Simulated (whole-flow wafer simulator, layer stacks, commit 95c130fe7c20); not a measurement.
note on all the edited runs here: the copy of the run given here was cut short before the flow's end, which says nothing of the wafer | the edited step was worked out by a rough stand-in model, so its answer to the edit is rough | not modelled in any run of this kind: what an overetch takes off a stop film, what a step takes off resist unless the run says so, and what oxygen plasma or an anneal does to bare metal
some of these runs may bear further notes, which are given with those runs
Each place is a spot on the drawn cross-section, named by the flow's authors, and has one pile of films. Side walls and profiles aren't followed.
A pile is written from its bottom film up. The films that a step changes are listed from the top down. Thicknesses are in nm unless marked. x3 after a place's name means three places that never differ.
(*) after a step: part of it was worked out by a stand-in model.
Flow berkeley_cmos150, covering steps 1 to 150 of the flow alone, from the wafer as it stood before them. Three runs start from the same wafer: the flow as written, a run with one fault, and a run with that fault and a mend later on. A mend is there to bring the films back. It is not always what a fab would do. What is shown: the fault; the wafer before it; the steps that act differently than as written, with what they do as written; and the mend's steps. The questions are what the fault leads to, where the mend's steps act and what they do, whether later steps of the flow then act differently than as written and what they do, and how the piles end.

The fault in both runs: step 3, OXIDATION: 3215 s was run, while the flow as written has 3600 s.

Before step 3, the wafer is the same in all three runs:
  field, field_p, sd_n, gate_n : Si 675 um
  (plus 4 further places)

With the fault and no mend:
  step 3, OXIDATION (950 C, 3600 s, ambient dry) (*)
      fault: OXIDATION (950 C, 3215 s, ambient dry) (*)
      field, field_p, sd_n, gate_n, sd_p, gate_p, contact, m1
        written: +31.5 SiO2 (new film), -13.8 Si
        fault: +29.3 SiO2 (new film), -12.9 Si
  None of the later steps of the flow differs from how it acts as written, at any place that is followed, by more than 2% or 0.5 nm, whichever is larger.
  When the end is reached, the piles differ only a little from the flow's at the places that both follow, at most by 2% or 0.5 nm, whichever is larger.

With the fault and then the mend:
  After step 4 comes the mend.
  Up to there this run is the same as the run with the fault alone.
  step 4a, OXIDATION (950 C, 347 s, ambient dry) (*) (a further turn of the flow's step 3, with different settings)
      field, field_p, sd_n, gate_n, sd_p, gate_p, contact, m1
        +2.21 SiO2, -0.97 Si
  None of the later steps of the flow acts differently than as written at any place that is followed.
  By the end, the piles equal the flow's at every place that both follow.
